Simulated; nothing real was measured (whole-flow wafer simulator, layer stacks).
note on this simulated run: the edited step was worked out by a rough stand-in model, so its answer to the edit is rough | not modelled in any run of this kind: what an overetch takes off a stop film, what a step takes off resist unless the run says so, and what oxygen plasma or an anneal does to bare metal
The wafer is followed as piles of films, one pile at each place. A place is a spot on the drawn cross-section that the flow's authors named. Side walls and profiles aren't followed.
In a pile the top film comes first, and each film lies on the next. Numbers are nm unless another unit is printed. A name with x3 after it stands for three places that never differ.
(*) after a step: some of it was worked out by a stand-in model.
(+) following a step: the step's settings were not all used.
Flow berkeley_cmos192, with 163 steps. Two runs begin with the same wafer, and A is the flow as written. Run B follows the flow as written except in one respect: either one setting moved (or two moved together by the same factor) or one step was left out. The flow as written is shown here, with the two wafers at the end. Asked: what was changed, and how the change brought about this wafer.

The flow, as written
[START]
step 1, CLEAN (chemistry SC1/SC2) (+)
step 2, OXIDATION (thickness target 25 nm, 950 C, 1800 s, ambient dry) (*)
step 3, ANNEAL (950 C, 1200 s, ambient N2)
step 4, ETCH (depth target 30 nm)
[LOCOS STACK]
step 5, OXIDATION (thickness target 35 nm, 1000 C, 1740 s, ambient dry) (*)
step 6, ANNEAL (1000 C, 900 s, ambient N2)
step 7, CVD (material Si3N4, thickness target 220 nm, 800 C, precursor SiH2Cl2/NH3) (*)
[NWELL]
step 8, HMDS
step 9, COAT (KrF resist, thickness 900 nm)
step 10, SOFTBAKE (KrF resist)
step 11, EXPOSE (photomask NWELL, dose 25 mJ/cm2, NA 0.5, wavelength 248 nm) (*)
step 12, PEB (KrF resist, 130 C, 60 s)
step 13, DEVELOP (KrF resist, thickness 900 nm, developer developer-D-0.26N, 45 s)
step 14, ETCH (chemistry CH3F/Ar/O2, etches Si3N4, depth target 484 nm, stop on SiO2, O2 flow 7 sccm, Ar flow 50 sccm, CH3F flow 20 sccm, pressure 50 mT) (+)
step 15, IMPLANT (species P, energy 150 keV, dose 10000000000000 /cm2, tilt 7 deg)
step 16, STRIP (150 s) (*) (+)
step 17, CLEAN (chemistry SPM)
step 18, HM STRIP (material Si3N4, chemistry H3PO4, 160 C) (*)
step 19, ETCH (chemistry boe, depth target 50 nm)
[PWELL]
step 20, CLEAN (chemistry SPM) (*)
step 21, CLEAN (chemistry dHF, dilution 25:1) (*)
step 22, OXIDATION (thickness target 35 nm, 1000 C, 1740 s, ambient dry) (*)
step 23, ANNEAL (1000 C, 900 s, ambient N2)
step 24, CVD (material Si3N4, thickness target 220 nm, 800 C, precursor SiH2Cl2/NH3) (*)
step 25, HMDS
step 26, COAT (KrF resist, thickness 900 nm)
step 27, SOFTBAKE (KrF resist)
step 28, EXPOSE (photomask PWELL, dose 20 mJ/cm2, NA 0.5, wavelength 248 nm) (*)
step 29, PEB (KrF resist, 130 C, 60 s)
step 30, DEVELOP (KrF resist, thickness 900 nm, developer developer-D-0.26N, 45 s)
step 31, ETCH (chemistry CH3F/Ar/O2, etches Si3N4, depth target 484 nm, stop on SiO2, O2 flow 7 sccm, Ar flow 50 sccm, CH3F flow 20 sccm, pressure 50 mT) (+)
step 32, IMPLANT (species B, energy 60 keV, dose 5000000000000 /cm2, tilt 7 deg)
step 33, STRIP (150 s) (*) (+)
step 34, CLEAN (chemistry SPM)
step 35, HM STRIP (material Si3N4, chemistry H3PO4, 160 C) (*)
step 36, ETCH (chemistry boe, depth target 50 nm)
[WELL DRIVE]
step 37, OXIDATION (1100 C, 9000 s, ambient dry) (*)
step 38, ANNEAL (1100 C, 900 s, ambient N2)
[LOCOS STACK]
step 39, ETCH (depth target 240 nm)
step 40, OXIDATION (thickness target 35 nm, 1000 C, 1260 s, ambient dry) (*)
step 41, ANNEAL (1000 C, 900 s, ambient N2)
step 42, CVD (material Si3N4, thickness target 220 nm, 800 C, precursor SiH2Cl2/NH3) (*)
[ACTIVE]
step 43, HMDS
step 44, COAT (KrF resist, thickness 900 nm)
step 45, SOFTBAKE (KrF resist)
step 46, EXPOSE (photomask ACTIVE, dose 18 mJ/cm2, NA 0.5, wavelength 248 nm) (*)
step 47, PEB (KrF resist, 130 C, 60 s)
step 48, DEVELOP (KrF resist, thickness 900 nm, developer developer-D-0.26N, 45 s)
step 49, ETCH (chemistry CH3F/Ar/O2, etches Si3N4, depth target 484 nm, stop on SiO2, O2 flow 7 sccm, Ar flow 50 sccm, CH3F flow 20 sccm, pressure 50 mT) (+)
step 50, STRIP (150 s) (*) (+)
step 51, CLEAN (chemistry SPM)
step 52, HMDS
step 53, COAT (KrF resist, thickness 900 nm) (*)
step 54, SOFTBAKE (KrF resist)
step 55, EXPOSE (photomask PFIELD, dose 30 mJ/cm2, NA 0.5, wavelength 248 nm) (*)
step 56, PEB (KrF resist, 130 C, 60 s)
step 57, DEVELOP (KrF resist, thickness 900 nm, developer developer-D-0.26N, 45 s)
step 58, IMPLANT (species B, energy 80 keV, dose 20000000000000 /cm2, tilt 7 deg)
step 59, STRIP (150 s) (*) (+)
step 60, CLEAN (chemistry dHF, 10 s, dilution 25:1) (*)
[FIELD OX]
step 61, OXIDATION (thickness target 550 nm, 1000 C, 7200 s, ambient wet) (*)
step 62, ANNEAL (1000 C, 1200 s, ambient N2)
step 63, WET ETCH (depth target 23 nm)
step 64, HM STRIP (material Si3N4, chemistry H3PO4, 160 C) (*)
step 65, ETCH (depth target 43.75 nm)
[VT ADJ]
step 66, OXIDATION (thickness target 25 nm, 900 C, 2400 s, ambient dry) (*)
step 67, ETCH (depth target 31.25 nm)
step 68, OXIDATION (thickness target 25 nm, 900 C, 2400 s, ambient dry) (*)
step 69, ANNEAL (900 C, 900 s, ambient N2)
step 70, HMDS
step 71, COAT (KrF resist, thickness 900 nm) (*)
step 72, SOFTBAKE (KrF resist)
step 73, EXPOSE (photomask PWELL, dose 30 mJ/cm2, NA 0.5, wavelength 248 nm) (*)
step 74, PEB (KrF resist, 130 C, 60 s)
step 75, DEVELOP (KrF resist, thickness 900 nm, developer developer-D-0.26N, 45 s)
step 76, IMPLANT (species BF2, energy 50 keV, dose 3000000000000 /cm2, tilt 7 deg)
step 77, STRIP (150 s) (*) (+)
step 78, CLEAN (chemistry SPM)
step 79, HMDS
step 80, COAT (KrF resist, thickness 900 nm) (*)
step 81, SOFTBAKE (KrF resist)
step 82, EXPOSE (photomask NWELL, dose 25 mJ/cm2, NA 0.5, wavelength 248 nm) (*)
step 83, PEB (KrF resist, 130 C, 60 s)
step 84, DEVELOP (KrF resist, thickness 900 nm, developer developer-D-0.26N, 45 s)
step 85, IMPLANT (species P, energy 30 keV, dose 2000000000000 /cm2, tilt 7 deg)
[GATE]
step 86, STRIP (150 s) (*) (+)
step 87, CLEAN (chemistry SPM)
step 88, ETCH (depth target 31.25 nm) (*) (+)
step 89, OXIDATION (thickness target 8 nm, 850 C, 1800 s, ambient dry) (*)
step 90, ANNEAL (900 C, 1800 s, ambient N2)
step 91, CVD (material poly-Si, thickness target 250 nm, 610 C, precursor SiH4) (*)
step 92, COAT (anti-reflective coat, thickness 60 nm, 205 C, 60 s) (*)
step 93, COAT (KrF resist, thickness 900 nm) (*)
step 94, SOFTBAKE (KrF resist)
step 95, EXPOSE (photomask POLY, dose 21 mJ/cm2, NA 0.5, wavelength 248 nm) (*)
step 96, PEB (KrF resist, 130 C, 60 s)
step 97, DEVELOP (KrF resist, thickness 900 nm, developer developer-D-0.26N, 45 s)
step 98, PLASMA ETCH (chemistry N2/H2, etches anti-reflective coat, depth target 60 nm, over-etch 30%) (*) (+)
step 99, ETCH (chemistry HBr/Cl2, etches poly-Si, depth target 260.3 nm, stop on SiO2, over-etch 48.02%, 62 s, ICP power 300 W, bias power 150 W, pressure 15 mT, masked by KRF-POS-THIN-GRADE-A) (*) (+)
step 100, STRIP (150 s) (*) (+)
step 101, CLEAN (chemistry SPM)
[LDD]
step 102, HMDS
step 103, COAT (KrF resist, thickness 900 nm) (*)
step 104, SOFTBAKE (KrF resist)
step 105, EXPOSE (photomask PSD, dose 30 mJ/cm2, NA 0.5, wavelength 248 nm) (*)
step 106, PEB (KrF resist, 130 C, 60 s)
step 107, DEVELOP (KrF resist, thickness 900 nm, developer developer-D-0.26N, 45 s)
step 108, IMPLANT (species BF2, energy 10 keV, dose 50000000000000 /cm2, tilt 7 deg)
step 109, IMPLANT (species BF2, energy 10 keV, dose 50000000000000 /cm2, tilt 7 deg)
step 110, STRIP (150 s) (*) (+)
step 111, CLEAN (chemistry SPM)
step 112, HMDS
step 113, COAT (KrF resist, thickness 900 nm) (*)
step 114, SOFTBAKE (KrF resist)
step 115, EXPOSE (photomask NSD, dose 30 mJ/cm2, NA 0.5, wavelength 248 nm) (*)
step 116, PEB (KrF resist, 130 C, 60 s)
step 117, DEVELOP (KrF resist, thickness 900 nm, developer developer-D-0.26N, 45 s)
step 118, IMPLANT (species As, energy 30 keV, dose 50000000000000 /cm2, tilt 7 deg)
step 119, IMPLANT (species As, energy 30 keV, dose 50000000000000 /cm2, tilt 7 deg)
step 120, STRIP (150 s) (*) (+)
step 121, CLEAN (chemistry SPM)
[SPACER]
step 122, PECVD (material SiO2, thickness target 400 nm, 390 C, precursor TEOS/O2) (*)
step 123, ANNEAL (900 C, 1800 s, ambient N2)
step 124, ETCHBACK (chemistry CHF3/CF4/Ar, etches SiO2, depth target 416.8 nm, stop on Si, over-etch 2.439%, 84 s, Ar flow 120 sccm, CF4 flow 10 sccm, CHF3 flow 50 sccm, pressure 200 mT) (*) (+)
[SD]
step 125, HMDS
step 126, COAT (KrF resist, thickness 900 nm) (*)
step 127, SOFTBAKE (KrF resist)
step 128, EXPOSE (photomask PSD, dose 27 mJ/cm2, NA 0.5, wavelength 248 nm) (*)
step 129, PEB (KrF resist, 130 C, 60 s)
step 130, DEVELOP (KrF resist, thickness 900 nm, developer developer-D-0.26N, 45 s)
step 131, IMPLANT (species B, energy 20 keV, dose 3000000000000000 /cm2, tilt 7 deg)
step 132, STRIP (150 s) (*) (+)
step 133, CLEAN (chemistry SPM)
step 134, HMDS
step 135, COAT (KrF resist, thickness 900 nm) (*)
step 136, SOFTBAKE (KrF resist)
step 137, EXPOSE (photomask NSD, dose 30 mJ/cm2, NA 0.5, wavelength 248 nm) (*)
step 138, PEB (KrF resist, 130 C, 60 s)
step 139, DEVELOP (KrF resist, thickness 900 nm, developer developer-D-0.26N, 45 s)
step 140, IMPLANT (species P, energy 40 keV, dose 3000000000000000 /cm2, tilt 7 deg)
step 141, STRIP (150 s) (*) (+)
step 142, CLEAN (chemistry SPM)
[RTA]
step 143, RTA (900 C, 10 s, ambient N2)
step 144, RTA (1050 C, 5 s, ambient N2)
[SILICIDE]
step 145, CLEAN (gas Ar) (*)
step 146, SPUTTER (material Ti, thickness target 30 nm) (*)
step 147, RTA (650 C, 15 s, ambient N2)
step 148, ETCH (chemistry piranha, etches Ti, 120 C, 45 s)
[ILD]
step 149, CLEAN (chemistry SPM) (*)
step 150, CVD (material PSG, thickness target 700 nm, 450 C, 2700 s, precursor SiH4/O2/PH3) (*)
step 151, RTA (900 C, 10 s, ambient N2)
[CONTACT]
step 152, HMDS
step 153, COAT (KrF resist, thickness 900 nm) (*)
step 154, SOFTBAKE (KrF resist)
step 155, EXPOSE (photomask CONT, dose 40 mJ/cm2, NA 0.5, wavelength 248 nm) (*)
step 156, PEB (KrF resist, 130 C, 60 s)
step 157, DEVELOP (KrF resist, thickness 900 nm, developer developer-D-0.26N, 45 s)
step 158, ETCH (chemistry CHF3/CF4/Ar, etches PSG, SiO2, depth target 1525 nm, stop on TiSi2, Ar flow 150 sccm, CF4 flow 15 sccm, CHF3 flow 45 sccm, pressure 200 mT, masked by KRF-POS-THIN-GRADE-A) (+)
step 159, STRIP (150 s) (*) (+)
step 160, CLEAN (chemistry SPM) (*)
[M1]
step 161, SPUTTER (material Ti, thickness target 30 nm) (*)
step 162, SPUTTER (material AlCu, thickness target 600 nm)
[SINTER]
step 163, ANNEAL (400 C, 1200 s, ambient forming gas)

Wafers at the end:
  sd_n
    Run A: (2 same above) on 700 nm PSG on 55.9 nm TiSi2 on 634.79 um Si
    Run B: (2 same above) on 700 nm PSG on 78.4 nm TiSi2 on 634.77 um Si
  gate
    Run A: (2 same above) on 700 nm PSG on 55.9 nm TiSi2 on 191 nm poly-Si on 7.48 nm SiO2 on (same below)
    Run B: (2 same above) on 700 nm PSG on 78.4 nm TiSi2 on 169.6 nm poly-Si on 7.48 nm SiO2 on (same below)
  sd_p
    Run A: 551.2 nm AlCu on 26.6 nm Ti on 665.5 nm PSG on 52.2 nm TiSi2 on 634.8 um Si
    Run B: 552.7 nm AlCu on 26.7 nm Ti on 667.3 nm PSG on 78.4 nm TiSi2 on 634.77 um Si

Cause: step 146, SPUTTER: thickness target 48 nm was run, whereas the flow has thickness target 30 nm.

The path from the change to this, step by step:
  step 146, SPUTTER (material Ti, thickness target 30 nm) (*)
      field, sd_n, spacer_n, gate, spacer_p, gate_p, contact, m1: A +30 Ti (new film) | B +48 Ti (new film)
      sd_p: A +28 Ti (new film) | B +44.9 Ti (new film)
  step 147, RTA (650 C, 15 s, ambient N2)
      sd_n, contact, m1: A -23.4 Ti, +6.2 TiSi first (new film), +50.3 TiSi2 C49 (new film), -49 Si | B -32.8 Ti, +33.4 TiSi first (new film), +33.6 TiSi2 C49 (new film), -52.2 Si
      gate, gate_p: A -23.4 Ti, +6.2 TiSi first (new film), +50.3 TiSi2 C49 (new film), -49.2 poly-Si | B -32.8 Ti, +33.4 TiSi first (new film), +33.6 TiSi2 C49 (new film), -52.4 poly-Si
      (also at 1 further place)
  step 148, ETCH (chemistry piranha, etches Ti, 120 C, 45 s)
      sd_n, gate, gate_p, contact, m1: A -6.6 Ti (all of it), -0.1 TiSi first | B -15.2 Ti (all of it), -0.09 TiSi first
      field, spacer_n, spacer_p: A -30 Ti (all of it) | B -48 Ti (all of it)
      (also at 1 further place)
  step 151, RTA (900 C, 10 s, ambient N2)
      sd_n, contact, m1: A under 1 film: +55.9 TiSi2 (new film), -6.09 TiSi first (all of it), -50.3 TiSi2 C49 (all of it), -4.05 Si | B under 1 film: +78.4 TiSi2 (new film), -33.3 TiSi first (all of it), -33.6 TiSi2 C49 (all of it), -22.1 Si
      gate, gate_p: A under 1 film: +55.9 TiSi2 (new film), -6.09 TiSi first (all of it), -50.3 TiSi2 C49 (all of it), -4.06 poly-Si | B under 1 film: +78.4 TiSi2 (new film), -33.3 TiSi first (all of it), -33.6 TiSi2 C49 (all of it), -22.2 poly-Si
      (also at 1 further place)
